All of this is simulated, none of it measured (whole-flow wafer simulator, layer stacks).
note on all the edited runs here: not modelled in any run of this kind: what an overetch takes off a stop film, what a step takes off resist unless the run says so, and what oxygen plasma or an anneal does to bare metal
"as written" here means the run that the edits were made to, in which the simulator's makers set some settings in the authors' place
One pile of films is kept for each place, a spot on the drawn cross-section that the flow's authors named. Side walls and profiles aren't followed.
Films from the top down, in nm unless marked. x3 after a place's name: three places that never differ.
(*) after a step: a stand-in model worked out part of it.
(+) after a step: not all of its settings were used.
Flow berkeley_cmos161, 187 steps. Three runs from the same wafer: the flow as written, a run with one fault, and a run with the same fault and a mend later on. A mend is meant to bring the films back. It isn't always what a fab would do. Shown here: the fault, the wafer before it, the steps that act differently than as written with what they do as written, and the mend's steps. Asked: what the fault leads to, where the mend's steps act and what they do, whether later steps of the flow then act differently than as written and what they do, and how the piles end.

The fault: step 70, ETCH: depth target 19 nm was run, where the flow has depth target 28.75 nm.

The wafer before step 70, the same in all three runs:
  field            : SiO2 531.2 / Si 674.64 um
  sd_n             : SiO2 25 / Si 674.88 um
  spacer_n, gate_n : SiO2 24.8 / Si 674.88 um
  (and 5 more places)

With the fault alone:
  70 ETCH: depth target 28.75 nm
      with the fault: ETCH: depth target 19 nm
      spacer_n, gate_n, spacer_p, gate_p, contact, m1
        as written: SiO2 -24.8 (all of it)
        with the fault: SiO2 -19
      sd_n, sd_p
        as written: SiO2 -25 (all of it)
        with the fault: SiO2 -19
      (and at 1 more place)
  Later steps of the flow that act differently than as written (46 more steps differ only slightly, by at most 2% or 0.5 nm, whichever is larger, and aren't shown):
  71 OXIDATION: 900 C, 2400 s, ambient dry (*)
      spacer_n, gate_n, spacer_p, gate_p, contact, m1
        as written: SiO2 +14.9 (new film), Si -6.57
        with the fault: SiO2 +12.9, Si -5.66
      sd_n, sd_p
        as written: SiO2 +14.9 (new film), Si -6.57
        with the fault: SiO2 +12.8, Si -5.64
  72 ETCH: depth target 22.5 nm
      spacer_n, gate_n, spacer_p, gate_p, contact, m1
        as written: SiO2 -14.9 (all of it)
        with the fault: SiO2 -18.7 (all of it)
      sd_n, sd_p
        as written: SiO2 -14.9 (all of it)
        with the fault: SiO2 -18.9 (all of it)
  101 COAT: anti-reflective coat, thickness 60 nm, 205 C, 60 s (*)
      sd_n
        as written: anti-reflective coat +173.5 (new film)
        with the fault: anti-reflective coat +179.6 (new film)
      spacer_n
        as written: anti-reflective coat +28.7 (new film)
        with the fault: anti-reflective coat +27.1 (new film)
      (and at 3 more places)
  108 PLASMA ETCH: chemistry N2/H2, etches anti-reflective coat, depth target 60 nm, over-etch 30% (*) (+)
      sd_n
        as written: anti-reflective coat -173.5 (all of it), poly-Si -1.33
        with the fault: anti-reflective coat -179.6 (all of it), poly-Si -1.38
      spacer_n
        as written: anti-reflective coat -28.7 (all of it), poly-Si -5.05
        with the fault: anti-reflective coat -27.1 (all of it), poly-Si -5.29
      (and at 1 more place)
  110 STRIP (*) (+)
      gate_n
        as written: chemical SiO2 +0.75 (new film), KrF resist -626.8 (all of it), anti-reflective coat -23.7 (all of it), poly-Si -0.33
        with the fault: chemical SiO2 +0.75 (new film), KrF resist -632.2 (all of it), anti-reflective coat -22.2 (all of it), poly-Si -0.33
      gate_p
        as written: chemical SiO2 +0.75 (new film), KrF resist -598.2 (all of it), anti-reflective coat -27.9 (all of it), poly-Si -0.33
        with the fault: chemical SiO2 +0.75 (new film), KrF resist -601.6 (all of it), anti-reflective coat -27.1 (all of it), poly-Si -0.33
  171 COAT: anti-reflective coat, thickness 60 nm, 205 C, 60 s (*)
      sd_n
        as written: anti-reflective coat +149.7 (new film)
        with the fault: anti-reflective coat +157 (new film)
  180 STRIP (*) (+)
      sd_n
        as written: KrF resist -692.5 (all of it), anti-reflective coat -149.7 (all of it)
        with the fault: KrF resist -691 (all of it), anti-reflective coat -157 (all of it)
  At the end the piles differ from the flow's by more than 2% or 0.5 nm, whichever is larger, at field.
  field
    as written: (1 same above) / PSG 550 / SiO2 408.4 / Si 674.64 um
    with the fault: (1 same above) / PSG 550 / SiO2 418.1 / Si 674.64 um

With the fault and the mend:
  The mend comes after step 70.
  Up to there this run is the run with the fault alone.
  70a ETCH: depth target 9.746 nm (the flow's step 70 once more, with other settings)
      spacer_n, gate_n, spacer_p, gate_p, contact, m1
        SiO2 -5.8 (all of it)
      sd_n, sd_p
        SiO2 -6.04 (all of it)
      field
        SiO2 -9.75
  No later step of the flow acts differently than as written, at any place that is followed, by more than 2% or 0.5 nm, whichever is larger.
  At the end the piles are the same as the flow's at every place that both follow.
